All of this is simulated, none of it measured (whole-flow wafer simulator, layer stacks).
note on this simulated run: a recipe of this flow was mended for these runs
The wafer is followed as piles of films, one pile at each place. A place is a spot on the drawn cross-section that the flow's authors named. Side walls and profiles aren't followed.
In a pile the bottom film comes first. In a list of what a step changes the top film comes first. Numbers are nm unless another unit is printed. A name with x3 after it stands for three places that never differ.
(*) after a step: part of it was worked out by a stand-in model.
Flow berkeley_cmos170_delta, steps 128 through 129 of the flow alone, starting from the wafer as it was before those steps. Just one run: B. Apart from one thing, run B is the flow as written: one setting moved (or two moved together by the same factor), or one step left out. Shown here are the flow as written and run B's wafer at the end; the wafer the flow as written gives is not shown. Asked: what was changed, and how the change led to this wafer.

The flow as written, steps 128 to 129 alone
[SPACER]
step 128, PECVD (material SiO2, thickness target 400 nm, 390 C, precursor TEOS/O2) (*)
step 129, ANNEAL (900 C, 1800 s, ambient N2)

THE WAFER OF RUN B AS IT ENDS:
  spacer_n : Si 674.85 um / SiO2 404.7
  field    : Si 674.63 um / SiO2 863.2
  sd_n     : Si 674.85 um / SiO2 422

Cause: step 128, PECVD: thickness target 416 nm was run, while the flow as written has thickness target 400 nm.

The path from the change to this, step by step:
  step 128, PECVD (material SiO2, thickness target 400 nm, 390 C, precursor TEOS/O2) (*)
      field, sd_n, contact, m1: SiO2 gains 416 (as written it would have been: SiO2 gains 400)
      spacer_n, sd_p, spacer_p: SiO2 gains 399 (as written it would have been: SiO2 gains 383.7)
      (also at 2 further places)
